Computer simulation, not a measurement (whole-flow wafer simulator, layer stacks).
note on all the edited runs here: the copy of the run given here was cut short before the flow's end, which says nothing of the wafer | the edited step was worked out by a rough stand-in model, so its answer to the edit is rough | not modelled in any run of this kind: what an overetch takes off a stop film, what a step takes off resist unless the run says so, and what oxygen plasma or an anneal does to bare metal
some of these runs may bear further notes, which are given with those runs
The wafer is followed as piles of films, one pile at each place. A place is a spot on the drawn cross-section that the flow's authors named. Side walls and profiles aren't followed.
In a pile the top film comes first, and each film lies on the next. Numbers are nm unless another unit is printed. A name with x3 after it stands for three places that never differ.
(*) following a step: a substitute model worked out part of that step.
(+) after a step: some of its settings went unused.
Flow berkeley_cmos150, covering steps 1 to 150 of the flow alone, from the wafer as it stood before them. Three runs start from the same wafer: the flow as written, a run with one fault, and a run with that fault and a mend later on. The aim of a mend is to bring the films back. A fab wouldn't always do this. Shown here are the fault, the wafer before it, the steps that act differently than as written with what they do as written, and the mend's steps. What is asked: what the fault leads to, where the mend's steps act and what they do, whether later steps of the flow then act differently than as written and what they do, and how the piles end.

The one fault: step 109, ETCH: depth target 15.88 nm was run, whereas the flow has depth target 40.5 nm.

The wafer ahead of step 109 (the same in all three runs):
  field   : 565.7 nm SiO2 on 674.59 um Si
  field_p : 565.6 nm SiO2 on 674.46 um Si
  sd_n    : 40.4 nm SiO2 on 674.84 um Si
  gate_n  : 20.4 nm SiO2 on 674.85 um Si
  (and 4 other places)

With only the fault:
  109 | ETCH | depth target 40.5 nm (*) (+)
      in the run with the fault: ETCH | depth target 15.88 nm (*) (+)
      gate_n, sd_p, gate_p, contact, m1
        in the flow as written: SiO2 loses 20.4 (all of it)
        in the run with the fault: SiO2 loses 15.9
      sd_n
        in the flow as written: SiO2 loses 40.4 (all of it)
        in the run with the fault: SiO2 loses 15.9
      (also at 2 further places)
  Later steps of the flow acting differently than as written (not shown: 13 more steps that differ only slightly, by at most 2% or 0.5 nm, whichever is larger):
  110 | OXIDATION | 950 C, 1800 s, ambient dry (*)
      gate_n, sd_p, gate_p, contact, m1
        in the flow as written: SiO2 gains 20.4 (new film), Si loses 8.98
        in the run with the fault: SiO2 gains 17.6, Si loses 7.76
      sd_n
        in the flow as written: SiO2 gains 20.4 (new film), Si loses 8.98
        in the run with the fault: SiO2 gains 11.9, Si loses 5.25
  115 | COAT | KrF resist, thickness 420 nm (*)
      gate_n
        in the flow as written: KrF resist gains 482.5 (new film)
        in the run with the fault: KrF resist gains 493 (new film)
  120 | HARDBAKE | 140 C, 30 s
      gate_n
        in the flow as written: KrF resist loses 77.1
        in the run with the fault: KrF resist loses 78.9
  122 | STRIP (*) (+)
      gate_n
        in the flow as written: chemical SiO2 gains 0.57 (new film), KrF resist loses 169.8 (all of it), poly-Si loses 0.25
        in the run with the fault: chemical SiO2 gains 0.57 (new film), KrF resist loses 178.6 (all of it), poly-Si loses 0.25
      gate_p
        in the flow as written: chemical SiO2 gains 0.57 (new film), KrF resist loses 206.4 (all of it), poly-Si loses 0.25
        in the run with the fault: chemical SiO2 gains 0.57 (new film), KrF resist loses 210.9 (all of it), poly-Si loses 0.25
  At field, field_p, sd_n, gate_n, sd_p, gate_p, contact, m1, the piles at the end differ from the flow's by more than 2% or 0.5 nm, whichever is larger.
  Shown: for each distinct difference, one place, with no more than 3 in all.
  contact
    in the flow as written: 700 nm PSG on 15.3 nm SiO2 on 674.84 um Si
    in the run with the fault: 700 nm PSG on 17.1 nm SiO2 on 674.84 um Si
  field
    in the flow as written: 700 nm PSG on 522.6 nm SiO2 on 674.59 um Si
    in the run with the fault: 700 nm PSG on 547.1 nm SiO2 on 674.59 um Si
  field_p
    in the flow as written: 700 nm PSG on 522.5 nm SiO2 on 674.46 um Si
    in the run with the fault: 700 nm PSG on 547.1 nm SiO2 on 674.46 um Si

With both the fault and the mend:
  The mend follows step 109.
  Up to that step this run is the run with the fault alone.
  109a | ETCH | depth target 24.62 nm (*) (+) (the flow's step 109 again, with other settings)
      gate_n, sd_p, gate_p, contact, m1
        SiO2 loses 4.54 (all of it)
      field, field_p
        SiO2 loses 24.6
      sd_n
        SiO2 loses 24.6 (all of it)
  Later steps of the flow that are run all act as written at every place that is followed, up to a difference of at most 2% or 0.5 nm, whichever is larger.
  The piles end the same as the flow's at every place that both follow.
